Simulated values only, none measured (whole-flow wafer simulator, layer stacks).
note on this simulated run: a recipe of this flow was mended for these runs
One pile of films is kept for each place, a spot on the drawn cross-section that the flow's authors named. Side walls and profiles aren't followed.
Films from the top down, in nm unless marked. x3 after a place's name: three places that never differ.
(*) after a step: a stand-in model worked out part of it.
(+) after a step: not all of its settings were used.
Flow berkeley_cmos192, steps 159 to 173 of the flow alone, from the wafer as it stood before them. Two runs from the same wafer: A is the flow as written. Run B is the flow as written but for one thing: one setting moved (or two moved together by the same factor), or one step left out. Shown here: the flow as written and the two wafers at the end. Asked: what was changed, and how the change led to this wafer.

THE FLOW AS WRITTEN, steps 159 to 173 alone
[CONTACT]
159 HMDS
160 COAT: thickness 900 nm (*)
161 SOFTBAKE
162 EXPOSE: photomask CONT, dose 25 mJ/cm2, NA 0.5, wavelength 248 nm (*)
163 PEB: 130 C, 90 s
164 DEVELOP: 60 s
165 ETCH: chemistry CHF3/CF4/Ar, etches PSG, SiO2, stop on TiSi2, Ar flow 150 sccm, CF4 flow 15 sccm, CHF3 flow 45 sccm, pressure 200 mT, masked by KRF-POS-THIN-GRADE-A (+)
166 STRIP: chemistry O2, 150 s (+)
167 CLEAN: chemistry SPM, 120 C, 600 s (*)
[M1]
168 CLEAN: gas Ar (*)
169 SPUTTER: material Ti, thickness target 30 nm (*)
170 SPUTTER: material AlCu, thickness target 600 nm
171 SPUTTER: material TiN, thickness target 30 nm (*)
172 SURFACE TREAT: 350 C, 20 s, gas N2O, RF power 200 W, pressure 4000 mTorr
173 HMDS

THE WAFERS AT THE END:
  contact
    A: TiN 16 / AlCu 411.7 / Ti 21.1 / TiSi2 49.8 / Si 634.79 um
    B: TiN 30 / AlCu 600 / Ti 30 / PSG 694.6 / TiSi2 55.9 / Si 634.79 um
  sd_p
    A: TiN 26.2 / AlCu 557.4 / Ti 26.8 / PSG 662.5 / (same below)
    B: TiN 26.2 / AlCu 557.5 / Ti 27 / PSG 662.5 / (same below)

The cause: step 165, ETCH: chemistry CHF3/CF4/Ar, etches PSG, SiO2, stop on TiSi2, Ar flow 150 sccm, CF4 flow 15 sccm, CHF3 flow 45 sccm, pressure 200 mT, masked by KRF-POS-THIN-GRADE-A (+), was left out.

How the change led to this, step by step:
  166 STRIP: chemistry O2, 150 s (+)
      field: A KrF-resist -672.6 (all of it) | B KrF-resist -866.6 (all of it)
      sd_n: A KrF-resist -784.4 (all of it) | B KrF-resist -978.4 (all of it)
      (and at 6 more places)
  168 CLEAN: gas Ar (*)
      contact: A TiSi2 -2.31 | B PSG -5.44
  169 SPUTTER: material Ti, thickness target 30 nm (*)
      contact: A Ti +21.1 (new film) | B Ti +30 (new film)
  170 SPUTTER: material AlCu, thickness target 600 nm
      contact: A AlCu +411.7 (new film) | B AlCu +600 (new film)
  171 SPUTTER: material TiN, thickness target 30 nm (*)
      contact: A TiN +16 (new film) | B TiN +30 (new film)
